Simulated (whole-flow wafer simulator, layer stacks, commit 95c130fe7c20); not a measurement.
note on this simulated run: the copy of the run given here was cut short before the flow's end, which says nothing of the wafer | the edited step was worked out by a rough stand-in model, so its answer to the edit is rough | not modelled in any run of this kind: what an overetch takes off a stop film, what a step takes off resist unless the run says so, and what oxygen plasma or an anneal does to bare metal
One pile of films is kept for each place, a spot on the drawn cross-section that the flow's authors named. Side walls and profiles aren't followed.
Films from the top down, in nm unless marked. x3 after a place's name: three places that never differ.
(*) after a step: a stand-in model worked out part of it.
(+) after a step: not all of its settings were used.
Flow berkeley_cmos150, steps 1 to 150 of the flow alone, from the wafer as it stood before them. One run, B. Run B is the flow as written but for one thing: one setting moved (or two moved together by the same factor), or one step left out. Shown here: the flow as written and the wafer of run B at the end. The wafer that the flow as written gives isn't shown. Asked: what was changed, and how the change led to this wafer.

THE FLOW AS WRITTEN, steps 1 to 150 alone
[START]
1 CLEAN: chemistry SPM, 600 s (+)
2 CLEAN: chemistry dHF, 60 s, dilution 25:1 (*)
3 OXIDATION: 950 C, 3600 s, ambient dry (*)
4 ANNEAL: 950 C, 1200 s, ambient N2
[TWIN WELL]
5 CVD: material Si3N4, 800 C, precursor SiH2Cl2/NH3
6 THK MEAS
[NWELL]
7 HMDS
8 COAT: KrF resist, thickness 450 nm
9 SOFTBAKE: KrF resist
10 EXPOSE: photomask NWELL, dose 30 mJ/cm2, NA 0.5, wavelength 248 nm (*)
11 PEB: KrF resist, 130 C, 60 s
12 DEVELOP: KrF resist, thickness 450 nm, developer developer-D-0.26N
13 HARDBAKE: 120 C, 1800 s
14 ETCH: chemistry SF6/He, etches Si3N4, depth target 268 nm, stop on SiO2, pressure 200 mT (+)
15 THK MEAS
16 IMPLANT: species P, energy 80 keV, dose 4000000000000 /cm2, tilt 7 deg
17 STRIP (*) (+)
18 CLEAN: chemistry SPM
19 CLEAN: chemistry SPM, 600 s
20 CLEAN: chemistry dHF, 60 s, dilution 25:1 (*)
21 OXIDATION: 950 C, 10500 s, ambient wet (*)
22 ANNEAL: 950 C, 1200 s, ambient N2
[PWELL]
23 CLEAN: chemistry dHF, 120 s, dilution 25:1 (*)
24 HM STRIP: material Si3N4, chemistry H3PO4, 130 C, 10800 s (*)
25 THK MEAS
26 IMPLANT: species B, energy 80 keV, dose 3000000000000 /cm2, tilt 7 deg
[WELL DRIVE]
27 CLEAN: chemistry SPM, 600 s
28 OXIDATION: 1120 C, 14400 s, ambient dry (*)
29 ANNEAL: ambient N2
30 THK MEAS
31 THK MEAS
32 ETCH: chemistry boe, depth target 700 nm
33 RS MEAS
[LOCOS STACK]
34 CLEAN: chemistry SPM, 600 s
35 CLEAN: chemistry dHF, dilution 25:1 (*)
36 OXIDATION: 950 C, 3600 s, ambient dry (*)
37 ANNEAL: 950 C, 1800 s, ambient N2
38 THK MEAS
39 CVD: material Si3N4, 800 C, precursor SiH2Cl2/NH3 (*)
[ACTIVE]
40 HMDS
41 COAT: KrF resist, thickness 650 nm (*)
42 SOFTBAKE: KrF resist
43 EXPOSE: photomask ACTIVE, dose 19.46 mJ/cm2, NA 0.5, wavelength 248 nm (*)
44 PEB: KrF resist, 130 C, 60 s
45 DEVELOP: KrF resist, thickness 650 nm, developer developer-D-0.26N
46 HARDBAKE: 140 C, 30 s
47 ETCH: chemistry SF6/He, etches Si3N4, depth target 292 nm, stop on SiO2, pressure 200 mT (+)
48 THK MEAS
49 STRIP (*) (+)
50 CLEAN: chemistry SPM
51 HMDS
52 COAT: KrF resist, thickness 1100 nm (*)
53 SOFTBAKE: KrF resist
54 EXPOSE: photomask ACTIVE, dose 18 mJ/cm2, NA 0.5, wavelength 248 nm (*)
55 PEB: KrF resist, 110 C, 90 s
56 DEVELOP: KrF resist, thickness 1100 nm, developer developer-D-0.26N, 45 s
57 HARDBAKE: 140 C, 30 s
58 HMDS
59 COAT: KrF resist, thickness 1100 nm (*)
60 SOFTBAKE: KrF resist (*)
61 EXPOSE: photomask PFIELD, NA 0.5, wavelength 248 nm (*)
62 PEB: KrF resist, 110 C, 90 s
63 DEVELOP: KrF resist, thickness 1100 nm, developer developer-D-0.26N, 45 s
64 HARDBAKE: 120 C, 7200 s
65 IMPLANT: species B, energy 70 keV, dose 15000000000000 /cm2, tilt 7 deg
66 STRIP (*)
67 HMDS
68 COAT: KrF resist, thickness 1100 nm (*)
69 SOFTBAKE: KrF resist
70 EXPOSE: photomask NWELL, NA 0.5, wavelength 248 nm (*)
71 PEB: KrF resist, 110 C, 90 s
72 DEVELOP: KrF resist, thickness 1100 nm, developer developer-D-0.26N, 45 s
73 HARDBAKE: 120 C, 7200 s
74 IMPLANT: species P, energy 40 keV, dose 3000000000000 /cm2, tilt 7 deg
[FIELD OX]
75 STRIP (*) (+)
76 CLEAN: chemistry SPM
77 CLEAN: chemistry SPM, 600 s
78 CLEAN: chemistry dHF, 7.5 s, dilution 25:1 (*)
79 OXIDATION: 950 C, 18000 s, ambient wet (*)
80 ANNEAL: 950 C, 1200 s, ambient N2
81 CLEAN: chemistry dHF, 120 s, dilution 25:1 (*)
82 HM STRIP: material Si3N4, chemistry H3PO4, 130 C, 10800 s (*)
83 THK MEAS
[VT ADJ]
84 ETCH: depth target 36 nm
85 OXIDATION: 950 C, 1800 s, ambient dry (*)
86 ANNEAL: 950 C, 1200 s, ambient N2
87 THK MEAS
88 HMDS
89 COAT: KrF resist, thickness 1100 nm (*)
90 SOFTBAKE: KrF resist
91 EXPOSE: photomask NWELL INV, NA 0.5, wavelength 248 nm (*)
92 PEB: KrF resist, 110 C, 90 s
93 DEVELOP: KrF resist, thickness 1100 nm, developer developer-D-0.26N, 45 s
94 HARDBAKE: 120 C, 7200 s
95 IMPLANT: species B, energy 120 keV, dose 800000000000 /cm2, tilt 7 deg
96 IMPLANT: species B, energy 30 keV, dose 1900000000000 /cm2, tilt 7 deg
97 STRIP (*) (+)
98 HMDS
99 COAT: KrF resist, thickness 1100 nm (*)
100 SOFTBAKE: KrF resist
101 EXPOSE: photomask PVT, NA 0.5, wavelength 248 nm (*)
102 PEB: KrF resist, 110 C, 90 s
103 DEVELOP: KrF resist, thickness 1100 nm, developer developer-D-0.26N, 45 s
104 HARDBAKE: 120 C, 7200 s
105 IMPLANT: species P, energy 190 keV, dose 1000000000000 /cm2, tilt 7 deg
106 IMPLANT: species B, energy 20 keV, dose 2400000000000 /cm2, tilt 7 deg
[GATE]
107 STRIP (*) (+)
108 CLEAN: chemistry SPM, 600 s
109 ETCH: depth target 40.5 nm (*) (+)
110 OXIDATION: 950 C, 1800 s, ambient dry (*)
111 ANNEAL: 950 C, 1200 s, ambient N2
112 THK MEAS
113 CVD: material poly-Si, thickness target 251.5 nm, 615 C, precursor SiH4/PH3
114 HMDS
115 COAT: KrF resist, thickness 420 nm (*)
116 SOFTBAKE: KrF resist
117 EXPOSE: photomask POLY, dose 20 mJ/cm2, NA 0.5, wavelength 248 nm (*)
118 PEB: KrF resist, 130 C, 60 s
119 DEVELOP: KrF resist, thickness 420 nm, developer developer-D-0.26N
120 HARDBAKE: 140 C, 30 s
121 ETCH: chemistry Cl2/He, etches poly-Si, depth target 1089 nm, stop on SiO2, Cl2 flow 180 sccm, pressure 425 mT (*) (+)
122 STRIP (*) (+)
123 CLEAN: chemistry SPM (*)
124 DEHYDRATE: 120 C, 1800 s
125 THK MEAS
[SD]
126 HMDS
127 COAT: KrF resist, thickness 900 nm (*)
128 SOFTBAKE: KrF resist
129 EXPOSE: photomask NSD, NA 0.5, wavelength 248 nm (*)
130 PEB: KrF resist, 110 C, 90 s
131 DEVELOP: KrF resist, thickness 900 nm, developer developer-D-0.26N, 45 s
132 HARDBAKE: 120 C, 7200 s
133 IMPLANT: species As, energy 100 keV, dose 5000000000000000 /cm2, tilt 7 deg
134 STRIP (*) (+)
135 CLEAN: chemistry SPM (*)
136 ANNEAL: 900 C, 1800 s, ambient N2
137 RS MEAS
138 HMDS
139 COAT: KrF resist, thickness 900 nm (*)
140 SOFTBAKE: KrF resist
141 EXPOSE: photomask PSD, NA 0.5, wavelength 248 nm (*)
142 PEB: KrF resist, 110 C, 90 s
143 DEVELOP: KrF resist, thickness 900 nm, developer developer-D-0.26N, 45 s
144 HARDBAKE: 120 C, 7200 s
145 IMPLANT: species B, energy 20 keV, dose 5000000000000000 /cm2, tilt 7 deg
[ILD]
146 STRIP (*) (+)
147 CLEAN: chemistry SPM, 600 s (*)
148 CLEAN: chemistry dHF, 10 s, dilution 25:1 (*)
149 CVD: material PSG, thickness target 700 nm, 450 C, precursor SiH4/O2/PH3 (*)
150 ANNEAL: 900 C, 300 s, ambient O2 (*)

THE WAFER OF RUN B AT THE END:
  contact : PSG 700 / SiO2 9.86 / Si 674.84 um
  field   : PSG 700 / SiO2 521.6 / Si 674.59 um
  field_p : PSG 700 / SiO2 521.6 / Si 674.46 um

The cause: step 110, OXIDATION: 919 C was run, where the flow has 950 C.

How the change led to this, step by step:
  110 OXIDATION: 950 C, 1800 s, ambient dry (*)
      sd_n, gate_n, sd_p, gate_p, contact, m1: SiO2 +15 (new film), Si -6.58 (as written it would be: SiO2 +20.4 (new film), Si -8.98)
      field, field_p: SiO2 +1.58, Si -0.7 (as written it would be: SiO2 +2.49, Si -1.09)
